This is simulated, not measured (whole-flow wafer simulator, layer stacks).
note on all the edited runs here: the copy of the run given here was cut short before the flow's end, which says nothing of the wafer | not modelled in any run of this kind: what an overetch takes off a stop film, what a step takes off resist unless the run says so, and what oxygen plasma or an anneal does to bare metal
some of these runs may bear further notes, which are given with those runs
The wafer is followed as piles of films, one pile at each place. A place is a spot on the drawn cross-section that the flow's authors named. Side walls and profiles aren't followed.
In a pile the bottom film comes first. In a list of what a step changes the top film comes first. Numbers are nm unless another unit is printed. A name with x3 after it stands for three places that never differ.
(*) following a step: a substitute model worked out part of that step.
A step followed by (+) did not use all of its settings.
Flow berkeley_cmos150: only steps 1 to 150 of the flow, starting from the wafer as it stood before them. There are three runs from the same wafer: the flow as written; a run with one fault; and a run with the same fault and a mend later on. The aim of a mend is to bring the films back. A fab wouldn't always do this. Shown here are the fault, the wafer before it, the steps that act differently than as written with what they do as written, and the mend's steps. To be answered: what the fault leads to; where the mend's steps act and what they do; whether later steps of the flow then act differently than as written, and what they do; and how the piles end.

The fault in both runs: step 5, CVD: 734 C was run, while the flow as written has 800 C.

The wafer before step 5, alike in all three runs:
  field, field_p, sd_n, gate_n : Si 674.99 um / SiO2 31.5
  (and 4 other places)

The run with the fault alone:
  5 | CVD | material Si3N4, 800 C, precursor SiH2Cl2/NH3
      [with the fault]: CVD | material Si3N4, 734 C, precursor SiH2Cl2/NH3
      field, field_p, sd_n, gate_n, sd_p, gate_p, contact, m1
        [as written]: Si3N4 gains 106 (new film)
        [with the fault]: Si3N4 gains 41.4 (new film)
  Steps later in the flow that act otherwise than as written (not shown: 32 more steps that differ only slightly, by at most 2% or 0.5 nm, whichever is larger):
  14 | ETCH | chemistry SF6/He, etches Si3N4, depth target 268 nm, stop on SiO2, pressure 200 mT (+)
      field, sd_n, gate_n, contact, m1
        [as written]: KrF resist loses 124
        [with the fault]: KrF resist loses 53.7
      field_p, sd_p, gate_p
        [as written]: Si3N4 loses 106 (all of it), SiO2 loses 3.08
        [with the fault]: Si3N4 loses 41.4 (all of it), SiO2 loses 3.08
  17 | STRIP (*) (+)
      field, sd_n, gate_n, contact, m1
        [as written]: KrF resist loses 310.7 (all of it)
        [with the fault]: KrF resist loses 381 (all of it)
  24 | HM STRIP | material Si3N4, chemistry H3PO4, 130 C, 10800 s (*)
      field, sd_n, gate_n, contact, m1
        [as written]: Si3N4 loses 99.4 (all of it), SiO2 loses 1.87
        [with the fault]: Si3N4 loses 34.7 (all of it), SiO2 loses 2.42
  At the end the piles are close to the flow's at the places that both follow, differing by at most 2% or 0.5 nm, whichever is larger.

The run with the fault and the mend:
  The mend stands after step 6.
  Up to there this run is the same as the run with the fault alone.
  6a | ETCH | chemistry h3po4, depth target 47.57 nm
      field, field_p, sd_n, gate_n, sd_p, gate_p, contact, m1
        Si3N4 loses 41.4 (all of it)
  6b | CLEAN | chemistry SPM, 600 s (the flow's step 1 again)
      leaves every film unchanged at each place that is followed
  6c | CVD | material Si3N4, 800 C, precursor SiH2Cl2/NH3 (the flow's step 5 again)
      field, field_p, sd_n, gate_n, sd_p, gate_p, contact, m1
        Si3N4 gains 106 (new film)
  None of the later steps of the flow acts differently than as written at any place that is followed.
  By the end, the piles equal the flow's at every place that both follow.
